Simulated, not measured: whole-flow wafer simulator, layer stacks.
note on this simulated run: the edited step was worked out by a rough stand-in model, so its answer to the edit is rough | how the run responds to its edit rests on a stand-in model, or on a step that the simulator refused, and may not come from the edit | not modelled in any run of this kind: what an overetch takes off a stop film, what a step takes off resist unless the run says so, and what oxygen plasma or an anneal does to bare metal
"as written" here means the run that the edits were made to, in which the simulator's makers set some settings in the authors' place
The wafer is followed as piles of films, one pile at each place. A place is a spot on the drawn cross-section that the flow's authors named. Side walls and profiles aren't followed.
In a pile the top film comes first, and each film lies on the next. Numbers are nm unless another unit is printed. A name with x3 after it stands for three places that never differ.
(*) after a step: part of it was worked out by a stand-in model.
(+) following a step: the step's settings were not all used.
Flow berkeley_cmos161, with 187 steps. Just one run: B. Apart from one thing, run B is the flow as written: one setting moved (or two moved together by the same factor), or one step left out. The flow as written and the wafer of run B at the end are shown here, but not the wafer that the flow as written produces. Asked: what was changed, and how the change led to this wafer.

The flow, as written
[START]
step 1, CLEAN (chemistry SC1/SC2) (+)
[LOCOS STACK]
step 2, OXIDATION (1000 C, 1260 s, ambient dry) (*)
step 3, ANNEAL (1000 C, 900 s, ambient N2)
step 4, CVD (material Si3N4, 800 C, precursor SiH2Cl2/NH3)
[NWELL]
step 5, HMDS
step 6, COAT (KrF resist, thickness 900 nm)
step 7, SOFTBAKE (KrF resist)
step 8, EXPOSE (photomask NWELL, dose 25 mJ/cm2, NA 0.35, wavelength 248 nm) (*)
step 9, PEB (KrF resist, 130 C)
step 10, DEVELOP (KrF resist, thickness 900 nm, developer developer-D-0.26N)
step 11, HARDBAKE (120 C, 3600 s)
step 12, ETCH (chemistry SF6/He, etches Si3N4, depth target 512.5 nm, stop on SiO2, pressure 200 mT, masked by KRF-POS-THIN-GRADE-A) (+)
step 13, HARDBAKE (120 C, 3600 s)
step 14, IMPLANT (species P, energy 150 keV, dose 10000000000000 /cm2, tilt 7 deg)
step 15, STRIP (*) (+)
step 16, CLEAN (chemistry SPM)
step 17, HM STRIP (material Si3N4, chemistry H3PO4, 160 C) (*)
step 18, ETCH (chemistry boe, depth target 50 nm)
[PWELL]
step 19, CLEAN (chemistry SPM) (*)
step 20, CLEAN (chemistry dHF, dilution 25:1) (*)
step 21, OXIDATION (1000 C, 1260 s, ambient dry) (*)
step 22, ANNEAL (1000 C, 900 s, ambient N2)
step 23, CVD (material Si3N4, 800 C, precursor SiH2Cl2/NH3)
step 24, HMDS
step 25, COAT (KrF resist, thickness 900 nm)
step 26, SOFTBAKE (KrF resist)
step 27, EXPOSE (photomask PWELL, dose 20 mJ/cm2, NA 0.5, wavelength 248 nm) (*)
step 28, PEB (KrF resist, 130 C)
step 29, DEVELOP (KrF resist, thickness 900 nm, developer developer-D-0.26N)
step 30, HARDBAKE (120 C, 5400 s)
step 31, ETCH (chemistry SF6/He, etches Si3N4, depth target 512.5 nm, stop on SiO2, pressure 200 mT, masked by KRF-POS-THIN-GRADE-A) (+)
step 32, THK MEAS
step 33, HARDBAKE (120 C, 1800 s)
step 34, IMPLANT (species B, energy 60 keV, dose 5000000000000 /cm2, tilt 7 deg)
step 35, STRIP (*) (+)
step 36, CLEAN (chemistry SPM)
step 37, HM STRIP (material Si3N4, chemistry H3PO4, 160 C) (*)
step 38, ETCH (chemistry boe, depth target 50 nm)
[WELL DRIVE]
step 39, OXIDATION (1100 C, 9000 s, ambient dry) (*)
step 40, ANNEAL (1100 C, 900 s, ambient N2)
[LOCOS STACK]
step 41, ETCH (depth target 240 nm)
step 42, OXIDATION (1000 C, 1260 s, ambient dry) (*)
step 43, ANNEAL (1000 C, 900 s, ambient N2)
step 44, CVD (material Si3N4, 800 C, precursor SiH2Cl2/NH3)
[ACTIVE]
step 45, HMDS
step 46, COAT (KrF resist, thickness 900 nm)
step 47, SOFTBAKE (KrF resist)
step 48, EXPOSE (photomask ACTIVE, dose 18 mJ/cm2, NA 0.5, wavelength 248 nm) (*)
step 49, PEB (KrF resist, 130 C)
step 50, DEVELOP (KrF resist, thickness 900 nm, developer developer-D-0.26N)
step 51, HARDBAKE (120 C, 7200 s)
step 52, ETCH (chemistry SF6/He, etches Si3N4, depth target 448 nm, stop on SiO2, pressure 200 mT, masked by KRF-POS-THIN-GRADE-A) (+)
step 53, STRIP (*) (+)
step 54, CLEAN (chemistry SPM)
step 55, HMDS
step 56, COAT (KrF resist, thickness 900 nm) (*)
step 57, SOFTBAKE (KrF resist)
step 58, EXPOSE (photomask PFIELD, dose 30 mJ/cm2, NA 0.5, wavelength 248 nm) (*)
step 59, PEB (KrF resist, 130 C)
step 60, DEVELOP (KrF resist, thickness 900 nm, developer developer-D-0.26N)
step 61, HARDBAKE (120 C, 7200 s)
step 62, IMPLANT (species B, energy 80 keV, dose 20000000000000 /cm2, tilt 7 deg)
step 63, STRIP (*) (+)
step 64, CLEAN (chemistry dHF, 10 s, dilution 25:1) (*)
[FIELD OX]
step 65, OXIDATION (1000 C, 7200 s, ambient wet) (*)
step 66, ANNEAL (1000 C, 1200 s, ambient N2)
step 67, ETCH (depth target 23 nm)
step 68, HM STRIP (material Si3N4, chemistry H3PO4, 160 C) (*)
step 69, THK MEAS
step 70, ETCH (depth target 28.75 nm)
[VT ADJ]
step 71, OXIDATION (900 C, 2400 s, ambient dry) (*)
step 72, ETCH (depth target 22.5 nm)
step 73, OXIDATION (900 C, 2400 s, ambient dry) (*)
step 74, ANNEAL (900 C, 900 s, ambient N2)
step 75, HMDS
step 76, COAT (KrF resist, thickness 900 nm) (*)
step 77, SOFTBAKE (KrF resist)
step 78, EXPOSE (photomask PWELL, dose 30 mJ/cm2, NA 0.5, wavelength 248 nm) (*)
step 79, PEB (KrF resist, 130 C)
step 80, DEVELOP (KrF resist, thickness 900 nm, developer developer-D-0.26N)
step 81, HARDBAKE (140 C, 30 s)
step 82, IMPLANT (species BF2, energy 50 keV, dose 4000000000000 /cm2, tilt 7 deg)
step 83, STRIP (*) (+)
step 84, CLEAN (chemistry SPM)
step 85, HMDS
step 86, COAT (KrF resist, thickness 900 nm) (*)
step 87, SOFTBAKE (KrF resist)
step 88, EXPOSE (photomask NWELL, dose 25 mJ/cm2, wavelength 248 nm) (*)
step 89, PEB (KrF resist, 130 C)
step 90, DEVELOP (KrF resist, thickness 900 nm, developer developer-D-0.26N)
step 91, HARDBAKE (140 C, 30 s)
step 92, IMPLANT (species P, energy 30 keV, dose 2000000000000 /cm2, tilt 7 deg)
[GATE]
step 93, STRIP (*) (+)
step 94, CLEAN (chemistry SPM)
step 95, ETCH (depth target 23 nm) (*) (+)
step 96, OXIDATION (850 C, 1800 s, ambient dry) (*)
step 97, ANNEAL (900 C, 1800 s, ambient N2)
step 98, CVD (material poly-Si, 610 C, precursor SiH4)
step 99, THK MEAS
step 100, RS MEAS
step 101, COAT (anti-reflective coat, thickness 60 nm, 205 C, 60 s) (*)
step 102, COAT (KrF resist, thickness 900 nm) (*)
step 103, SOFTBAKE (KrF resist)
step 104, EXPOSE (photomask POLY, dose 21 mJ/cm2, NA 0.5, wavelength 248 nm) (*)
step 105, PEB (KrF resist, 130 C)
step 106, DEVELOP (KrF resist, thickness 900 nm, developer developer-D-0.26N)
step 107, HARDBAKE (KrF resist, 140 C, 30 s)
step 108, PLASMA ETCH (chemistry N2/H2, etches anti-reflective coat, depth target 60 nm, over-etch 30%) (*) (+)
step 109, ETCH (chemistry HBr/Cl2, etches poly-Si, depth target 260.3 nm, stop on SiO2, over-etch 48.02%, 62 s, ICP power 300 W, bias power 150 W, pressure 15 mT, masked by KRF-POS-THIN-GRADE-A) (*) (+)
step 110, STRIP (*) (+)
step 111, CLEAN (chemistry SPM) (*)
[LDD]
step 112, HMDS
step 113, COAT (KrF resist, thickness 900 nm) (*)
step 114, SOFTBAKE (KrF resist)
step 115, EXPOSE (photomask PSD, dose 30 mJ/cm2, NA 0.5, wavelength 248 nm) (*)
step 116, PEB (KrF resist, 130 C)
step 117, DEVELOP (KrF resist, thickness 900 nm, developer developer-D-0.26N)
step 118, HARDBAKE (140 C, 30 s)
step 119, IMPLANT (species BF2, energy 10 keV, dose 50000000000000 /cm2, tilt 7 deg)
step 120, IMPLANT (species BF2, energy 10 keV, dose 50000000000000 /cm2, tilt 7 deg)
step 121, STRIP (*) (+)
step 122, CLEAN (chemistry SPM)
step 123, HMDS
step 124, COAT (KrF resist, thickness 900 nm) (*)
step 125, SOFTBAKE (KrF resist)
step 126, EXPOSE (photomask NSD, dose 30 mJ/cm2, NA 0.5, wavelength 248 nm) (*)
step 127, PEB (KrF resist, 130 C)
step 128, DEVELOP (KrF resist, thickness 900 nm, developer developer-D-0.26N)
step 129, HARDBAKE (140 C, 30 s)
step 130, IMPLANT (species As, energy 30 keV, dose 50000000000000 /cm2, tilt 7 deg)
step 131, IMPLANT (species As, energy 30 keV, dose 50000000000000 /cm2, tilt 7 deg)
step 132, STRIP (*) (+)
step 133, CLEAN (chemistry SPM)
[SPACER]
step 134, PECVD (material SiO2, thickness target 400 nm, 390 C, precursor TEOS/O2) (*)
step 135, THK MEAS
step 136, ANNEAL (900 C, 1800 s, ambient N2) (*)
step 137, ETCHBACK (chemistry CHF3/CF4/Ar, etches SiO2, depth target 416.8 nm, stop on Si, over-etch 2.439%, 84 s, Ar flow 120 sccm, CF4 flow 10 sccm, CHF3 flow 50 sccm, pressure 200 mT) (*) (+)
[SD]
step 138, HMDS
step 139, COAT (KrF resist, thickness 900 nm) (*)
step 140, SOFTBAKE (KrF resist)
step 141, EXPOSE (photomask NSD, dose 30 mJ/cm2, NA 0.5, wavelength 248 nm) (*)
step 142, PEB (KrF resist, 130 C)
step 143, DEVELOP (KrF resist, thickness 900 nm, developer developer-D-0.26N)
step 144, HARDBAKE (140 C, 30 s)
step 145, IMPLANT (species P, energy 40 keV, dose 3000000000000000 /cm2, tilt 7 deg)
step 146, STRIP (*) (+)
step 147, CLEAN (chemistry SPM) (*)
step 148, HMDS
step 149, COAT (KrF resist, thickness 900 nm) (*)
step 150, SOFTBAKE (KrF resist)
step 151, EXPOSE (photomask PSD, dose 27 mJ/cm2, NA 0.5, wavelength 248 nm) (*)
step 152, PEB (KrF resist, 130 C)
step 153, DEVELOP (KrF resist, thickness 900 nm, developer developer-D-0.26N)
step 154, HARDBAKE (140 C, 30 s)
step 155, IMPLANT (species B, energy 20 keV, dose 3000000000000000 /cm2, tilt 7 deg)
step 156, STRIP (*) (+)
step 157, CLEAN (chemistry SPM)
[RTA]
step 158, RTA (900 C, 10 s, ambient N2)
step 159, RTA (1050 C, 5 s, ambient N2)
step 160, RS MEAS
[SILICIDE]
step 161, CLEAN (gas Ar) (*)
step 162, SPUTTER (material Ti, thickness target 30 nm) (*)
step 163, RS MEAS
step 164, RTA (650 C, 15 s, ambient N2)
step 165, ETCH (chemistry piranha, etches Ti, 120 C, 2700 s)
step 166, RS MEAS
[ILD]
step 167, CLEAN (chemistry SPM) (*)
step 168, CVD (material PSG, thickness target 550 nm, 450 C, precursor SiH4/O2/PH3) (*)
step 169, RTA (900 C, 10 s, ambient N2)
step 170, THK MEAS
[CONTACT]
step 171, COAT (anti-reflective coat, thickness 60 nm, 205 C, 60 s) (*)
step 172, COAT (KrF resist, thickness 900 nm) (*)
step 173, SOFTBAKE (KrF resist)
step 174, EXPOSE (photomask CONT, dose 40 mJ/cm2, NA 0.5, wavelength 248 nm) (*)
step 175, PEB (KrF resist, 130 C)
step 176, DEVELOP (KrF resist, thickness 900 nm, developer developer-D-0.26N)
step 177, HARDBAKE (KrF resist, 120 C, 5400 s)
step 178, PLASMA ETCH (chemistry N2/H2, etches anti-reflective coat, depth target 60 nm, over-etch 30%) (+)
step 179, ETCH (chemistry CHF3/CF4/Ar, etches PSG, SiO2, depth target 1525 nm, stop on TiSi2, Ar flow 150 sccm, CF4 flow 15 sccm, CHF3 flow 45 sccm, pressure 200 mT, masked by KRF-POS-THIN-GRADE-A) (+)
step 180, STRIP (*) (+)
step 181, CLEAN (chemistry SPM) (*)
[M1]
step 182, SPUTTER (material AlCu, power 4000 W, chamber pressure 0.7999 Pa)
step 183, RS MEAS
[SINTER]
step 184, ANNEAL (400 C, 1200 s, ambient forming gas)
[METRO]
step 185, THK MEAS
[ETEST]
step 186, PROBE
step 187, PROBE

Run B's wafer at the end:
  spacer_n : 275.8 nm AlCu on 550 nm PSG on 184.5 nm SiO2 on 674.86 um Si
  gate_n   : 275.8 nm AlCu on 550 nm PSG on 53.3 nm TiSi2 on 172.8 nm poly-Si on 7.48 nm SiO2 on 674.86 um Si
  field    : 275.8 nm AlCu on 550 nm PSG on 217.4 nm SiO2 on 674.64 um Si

Cause: step 134, PECVD: thickness target 200 nm was run, whereas the flow has thickness target 400 nm.

The path from the change to this, step by step:
  step 134, PECVD (material SiO2, thickness target 400 nm, 390 C, precursor TEOS/O2) (*)
      field, sd_n, contact, m1: SiO2 gains 200 (as written it would have been: SiO2 gains 400)
      spacer_n, sd_p, spacer_p: SiO2 gains 192.9 (as written it would have been: SiO2 gains 385)
      (as well as at 2 more places)
  step 136, ANNEAL (900 C, 1800 s, ambient N2) (*)
      field, sd_n, gate_n, gate_p, contact, m1: SiO2 loses 9 (as written it would have been: SiO2 loses 18)
      spacer_n, sd_p, spacer_p: SiO2 loses 8.68 (as written it would have been: SiO2 loses 17.3)
  step 137, ETCHBACK (chemistry CHF3/CF4/Ar, etches SiO2, depth target 416.8 nm, stop on Si, over-etch 2.439%, 84 s, Ar flow 120 sccm, CF4 flow 10 sccm, CHF3 flow 50 sccm, pressure 200 mT) (*) (+)
      spacer_n, spacer_p: nothing (as written it would have been: SiO2 loses 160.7)
      gate_n, gate_p: SiO2 loses 191 (all of it), chemical SiO2 loses 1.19 (all of it), poly-Si loses 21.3 (as written it would have been: SiO2 loses 382 (all of it), chemical SiO2 loses 1.19 (all of it), poly-Si loses 3.98)
      (as well as at 4 more places)
  step 139, COAT (KrF resist, thickness 900 nm) (*)
      field: KrF resist gains 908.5 (new film) (as written it would have been: KrF resist gains 863.9 (new film))
      sd_n: KrF resist gains 901.9 (new film) (as written it would have been: KrF resist gains 1008.1 (new film))
      (as well as at 7 more places)
  step 143, DEVELOP (KrF resist, thickness 900 nm, developer developer-D-0.26N)
      sd_n: KrF resist loses 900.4 (all of it) (as written it would have been: KrF resist loses 1006.5 (all of it))
      spacer_n: KrF resist loses 760.7 (all of it) (as written it would have been: KrF resist loses 815.5 (all of it))
      (as well as at 2 more places)
  step 144, HARDBAKE (140 C, 30 s)
      field: KrF resist loses 147 (as written it would have been: KrF resist loses 139.8)
      sd_p: KrF resist loses 149.9 (as written it would have been: KrF resist loses 163.7)
      (as well as at 3 more places)
  step 146, STRIP (*) (+)
      field: KrF resist loses 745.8 (all of it) (as written it would have been: KrF resist loses 708.5 (all of it))
      sd_p: chemical SiO2 gains 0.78 (new film), KrF resist loses 760.7 (all of it), Si loses 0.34 (as written it would have been: chemical SiO2 gains 0.8 (new film), KrF resist loses 832.5 (all of it), Si loses 0.35)
      (as well as at 3 more places)
  step 149, COAT (KrF resist, thickness 900 nm) (*)
      field: KrF resist gains 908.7 (new film) (as written it would have been: KrF resist gains 864.1 (new film))
      sd_n: KrF resist gains 901.6 (new film) (as written it would have been: KrF resist gains 1007.8 (new film))
      (as well as at 7 more places)
  step 153, DEVELOP (KrF resist, thickness 900 nm, developer developer-D-0.26N)
      sd_p: KrF resist loses 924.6 (all of it) (as written it would have been: KrF resist loses 1010.3 (all of it))
      spacer_p: KrF resist loses 761 (all of it) (as written it would have been: KrF resist loses 808.8 (all of it))
      (as well as at 1 more place)
  step 154, HARDBAKE (140 C, 30 s)
      field: KrF resist loses 147 (as written it would have been: KrF resist loses 139.8)
      sd_n: KrF resist loses 145.9 (as written it would have been: KrF resist loses 163)
      (as well as at 4 more places)
  step 156, STRIP (*) (+)
      gate_n: KrF resist loses 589 (all of it), chemical SiO2 gains 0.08, poly-Si loses 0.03 (as written it would have been: KrF resist loses 638.8 (all of it), chemical SiO2 gains 0.08)
      field: KrF resist loses 746 (all of it) (as written it would have been: KrF resist loses 708.6 (all of it))
      (as well as at 4 more places)
  step 168, CVD (material PSG, thickness target 550 nm, 450 C, precursor SiH4/O2/PH3) (*)
      sd_p: PSG gains 550 (new film) (as written it would have been: PSG gains 521.9 (new film))
  step 171, COAT (anti-reflective coat, thickness 60 nm, 205 C, 60 s) (*)
      field: anti-reflective coat gains 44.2 (new film) (as written it would have been: anti-reflective coat gains 38.5 (new film))
      sd_n: anti-reflective coat gains 59.1 (new film) (as written it would have been: anti-reflective coat gains 149.7 (new film))
      (as well as at 6 more places)
  step 172, COAT (KrF resist, thickness 900 nm) (*)
      field: KrF resist gains 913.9 (new film) (as written it would have been: KrF resist gains 883.8 (new film))
      sd_n: KrF resist gains 892.8 (new film) (as written it would have been: KrF resist gains 911.3 (new film))
      (as well as at 7 more places)
  step 176, DEVELOP (KrF resist, thickness 900 nm, developer developer-D-0.26N)
      contact: KrF resist loses 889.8 (all of it) (as written it would have been: KrF resist loses 977.7 (all of it))
  step 180, STRIP (*) (+)
      field: KrF resist loses 694.8 (all of it), anti-reflective coat loses 44.2 (all of it) (as written it would have been: KrF resist loses 665.1 (all of it), anti-reflective coat loses 38.5 (all of it))
      sd_n: KrF resist loses 673.8 (all of it), anti-reflective coat loses 59.1 (all of it) (as written it would have been: KrF resist loses 692.5 (all of it), anti-reflective coat loses 149.7 (all of it))
      (as well as at 6 more places)
  step 182, SPUTTER (material AlCu, power 4000 W, chamber pressure 0.7999 Pa)
      sd_p: AlCu gains 275.8 (new film) (as written it would have been: AlCu gains 234.7 (new film))
